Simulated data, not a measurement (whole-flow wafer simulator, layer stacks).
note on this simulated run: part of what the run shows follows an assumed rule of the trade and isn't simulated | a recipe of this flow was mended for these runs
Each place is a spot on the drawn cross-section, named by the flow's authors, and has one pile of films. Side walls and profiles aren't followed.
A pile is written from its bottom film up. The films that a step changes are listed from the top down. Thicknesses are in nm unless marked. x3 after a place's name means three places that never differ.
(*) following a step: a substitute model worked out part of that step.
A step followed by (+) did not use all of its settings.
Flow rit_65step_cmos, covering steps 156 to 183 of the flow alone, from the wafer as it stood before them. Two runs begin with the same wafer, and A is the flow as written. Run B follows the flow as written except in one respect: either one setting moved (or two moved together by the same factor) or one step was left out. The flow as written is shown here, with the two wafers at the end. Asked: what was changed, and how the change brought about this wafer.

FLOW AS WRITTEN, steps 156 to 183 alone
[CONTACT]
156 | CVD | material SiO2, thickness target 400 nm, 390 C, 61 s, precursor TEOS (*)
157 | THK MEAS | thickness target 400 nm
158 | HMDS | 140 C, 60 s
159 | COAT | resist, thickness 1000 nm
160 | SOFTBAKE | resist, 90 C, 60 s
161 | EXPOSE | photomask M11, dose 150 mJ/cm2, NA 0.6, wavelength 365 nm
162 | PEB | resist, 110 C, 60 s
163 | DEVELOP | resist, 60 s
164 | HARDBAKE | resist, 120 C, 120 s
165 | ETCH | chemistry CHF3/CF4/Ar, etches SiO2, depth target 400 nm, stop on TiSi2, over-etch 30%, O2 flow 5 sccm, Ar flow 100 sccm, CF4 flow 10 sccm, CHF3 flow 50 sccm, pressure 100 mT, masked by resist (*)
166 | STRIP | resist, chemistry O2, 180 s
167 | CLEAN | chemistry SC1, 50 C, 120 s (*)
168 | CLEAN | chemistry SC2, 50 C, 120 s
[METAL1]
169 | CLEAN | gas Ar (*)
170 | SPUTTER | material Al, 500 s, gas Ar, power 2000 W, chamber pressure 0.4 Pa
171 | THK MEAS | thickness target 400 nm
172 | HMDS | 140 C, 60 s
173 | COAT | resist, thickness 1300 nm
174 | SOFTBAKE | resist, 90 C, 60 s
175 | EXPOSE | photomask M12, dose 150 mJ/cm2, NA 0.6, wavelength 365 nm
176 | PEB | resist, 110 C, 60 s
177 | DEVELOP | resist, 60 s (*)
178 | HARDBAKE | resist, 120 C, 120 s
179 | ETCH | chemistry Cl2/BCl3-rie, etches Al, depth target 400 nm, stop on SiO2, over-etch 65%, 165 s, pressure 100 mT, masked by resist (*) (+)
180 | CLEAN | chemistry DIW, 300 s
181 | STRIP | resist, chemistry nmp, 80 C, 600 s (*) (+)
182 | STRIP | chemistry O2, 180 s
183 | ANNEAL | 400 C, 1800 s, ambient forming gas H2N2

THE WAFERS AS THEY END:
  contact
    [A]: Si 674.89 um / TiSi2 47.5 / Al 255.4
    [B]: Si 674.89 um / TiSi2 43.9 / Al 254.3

What caused this: step 165, ETCH: over-etch 48% was run, though the flow has over-etch 30%.

How this came from the change, step by step:
  165 | ETCH | chemistry CHF3/CF4/Ar, etches SiO2, depth target 400 nm, stop on TiSi2, over-etch 30%, O2 flow 5 sccm, Ar flow 100 sccm, CF4 flow 10 sccm, CHF3 flow 50 sccm, pressure 100 mT, masked by resist (*)
      field, field_pw, field_nw and 10 more: A -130 resist | B -148 resist
      contact: A -400 SiO2 (all of it), -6 TiSi2 | B -400 SiO2 (all of it), -9.6 TiSi2
  166 | STRIP | resist, chemistry O2, 180 s
      active_n, active_p: A -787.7 resist (all of it) | B -769.7 resist (all of it)
      field: A -847 resist (all of it) | B -829 resist (all of it)
      (also at 10 further places)
